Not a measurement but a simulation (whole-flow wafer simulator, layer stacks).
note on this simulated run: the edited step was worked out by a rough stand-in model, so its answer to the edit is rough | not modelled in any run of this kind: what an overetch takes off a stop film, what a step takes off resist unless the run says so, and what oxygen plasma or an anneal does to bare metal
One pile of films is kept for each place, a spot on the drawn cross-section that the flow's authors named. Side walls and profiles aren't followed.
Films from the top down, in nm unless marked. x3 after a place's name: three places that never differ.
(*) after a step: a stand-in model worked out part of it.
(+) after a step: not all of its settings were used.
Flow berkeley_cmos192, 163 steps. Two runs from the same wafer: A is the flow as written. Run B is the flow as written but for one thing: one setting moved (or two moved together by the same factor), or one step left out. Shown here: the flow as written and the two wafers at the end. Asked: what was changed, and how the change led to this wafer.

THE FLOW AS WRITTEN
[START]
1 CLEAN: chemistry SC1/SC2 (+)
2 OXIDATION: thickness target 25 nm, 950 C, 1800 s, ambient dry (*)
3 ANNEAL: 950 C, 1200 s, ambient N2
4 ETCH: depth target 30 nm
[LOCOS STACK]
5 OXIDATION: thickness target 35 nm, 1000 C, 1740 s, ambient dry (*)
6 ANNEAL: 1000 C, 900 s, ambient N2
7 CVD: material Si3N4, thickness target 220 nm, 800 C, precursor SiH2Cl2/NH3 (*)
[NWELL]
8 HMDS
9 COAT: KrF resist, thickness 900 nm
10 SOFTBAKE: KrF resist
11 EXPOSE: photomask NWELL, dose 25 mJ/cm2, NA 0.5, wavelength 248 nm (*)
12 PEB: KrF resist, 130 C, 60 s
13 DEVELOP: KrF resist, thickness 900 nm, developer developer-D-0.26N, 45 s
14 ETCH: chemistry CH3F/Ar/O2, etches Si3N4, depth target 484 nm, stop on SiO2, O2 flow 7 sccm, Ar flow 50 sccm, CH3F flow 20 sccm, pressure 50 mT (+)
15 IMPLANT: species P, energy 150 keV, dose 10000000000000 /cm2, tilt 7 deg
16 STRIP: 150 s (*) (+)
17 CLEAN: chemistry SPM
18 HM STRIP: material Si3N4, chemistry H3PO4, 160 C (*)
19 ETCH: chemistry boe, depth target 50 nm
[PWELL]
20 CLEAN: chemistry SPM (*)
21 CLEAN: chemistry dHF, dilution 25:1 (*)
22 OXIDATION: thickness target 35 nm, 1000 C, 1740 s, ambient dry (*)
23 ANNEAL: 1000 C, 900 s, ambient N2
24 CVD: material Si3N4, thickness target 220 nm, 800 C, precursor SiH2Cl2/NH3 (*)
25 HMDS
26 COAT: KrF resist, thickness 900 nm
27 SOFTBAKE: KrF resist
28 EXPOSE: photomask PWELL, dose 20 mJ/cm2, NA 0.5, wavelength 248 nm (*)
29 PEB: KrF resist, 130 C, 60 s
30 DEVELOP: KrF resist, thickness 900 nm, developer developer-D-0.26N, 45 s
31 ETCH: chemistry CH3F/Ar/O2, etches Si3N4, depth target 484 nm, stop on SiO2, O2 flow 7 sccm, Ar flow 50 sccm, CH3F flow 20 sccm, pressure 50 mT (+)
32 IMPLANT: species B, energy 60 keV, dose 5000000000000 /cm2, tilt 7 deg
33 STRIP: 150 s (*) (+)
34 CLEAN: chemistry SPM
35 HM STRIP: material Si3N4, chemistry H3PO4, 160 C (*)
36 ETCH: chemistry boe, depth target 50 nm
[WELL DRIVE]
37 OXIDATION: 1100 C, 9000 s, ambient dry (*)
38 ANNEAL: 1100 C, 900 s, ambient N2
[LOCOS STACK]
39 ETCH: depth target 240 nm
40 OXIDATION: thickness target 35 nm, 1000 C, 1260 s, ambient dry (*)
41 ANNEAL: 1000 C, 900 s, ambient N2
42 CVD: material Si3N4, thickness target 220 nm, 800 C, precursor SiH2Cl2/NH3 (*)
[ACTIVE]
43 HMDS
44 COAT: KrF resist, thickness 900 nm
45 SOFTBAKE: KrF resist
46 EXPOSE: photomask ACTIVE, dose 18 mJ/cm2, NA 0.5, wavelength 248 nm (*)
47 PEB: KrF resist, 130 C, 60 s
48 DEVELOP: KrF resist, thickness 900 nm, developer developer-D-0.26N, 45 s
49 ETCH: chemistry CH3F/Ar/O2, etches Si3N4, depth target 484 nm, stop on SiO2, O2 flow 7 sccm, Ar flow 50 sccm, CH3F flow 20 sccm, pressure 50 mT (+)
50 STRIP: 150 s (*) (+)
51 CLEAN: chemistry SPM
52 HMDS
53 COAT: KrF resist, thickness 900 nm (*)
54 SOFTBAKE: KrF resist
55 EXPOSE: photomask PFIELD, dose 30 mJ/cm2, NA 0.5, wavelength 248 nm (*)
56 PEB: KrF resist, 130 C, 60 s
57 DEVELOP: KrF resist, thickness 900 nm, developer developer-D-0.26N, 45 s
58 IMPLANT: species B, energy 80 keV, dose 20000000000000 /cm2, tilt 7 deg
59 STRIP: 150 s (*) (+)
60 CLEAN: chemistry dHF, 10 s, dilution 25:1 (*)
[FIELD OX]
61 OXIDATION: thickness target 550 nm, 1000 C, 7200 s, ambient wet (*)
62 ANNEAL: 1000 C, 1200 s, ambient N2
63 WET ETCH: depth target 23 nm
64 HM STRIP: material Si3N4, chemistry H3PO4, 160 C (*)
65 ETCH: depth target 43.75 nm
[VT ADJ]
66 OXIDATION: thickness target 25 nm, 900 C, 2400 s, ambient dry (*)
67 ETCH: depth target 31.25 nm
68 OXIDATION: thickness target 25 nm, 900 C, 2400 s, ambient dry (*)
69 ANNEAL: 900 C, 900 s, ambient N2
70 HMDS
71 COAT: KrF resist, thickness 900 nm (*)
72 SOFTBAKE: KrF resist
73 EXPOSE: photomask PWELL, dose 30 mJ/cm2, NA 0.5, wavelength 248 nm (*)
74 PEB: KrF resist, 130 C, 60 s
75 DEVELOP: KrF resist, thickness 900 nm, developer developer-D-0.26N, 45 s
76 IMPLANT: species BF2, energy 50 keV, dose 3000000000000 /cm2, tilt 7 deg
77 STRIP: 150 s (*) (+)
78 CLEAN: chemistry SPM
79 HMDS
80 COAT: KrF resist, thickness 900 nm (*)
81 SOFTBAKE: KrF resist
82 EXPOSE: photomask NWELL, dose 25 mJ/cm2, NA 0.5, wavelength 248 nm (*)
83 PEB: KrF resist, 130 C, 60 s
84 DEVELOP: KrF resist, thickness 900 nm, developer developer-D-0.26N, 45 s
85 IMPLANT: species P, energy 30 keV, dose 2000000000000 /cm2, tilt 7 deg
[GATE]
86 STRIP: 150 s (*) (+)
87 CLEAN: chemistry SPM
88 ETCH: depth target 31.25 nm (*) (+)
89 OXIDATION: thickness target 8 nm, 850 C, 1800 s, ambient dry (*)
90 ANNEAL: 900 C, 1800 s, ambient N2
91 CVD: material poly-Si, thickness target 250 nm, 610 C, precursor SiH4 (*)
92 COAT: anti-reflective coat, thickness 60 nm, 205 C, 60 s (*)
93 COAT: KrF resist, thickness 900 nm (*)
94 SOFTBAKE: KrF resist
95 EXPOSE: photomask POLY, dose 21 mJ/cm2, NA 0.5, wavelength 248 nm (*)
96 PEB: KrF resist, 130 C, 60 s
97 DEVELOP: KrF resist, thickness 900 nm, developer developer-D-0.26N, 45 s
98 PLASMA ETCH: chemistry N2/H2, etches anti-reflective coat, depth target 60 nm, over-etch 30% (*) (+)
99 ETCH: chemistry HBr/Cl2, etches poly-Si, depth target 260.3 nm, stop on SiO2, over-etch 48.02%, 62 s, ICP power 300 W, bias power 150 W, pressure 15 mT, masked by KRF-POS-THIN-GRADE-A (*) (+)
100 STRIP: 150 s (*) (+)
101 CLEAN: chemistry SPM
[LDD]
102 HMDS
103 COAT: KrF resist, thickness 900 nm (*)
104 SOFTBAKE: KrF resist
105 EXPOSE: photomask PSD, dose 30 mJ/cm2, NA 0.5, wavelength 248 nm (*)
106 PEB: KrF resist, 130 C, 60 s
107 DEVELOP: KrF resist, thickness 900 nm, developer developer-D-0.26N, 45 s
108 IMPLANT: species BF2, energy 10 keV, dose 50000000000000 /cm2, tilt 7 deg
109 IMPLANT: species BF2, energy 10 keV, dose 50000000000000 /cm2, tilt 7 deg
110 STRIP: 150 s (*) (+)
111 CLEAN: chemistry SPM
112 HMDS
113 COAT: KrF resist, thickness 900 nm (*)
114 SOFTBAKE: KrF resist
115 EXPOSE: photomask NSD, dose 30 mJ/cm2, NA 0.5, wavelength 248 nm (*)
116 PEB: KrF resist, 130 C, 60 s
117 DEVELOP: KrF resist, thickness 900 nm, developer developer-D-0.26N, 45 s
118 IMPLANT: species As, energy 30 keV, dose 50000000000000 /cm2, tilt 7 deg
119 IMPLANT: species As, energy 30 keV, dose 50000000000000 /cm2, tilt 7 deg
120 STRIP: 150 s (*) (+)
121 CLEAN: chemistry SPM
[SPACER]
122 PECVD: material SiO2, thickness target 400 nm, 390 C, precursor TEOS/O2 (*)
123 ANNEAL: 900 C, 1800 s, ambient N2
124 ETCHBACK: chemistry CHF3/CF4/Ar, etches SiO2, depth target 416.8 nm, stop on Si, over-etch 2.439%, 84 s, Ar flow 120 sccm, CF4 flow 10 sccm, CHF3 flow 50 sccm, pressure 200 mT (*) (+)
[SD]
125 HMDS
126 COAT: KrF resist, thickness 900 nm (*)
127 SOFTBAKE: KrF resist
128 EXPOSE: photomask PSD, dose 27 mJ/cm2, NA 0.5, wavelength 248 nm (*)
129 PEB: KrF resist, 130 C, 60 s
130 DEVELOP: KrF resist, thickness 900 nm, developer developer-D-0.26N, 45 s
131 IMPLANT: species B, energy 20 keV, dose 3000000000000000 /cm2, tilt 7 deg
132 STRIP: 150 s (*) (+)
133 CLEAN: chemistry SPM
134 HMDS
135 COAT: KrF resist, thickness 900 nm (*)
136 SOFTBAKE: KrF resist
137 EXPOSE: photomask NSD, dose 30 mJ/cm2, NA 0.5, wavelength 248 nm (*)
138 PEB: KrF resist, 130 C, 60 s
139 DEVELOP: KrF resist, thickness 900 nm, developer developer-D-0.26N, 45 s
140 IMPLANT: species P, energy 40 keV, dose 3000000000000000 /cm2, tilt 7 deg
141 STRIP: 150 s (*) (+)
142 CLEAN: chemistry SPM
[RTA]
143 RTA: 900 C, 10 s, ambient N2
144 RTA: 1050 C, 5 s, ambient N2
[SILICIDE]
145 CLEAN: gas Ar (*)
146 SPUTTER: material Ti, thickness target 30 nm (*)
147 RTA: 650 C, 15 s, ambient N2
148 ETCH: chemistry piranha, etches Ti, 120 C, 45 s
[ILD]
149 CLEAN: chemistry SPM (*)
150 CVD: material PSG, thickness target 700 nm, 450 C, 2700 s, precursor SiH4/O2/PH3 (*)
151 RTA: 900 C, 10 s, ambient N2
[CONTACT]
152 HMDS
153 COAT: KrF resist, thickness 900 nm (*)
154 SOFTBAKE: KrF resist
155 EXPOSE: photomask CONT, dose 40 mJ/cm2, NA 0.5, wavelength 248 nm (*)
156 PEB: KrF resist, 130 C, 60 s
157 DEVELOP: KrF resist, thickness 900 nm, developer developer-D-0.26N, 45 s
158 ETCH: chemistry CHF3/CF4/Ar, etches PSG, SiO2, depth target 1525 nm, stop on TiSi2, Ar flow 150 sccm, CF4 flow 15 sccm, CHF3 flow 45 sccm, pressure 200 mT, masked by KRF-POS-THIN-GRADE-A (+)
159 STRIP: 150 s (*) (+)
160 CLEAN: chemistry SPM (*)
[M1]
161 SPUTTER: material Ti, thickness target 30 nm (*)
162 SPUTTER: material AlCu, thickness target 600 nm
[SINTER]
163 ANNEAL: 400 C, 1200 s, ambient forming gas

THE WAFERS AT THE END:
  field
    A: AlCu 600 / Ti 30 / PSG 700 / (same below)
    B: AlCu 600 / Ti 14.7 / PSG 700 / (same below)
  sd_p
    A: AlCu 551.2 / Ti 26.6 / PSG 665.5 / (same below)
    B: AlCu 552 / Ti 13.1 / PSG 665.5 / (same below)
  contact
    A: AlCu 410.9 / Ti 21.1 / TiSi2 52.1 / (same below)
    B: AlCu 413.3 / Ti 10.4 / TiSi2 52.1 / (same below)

The cause: step 161, SPUTTER: thickness target 14.73 nm was run, where the flow has thickness target 30 nm.
It can be read off the wafer: field has Ti 14.7, and step 161 as written asks for 30 nm.

How the change led to this, step by step:
  161 SPUTTER: material Ti, thickness target 30 nm (*)
      field, sd_n, spacer_n, gate, spacer_p, gate_p, m1: A Ti +30 (new film) | B Ti +14.7 (new film)
      sd_p: A Ti +26.6 (new film) | B Ti +13.1 (new film)
      (and at 1 more place)
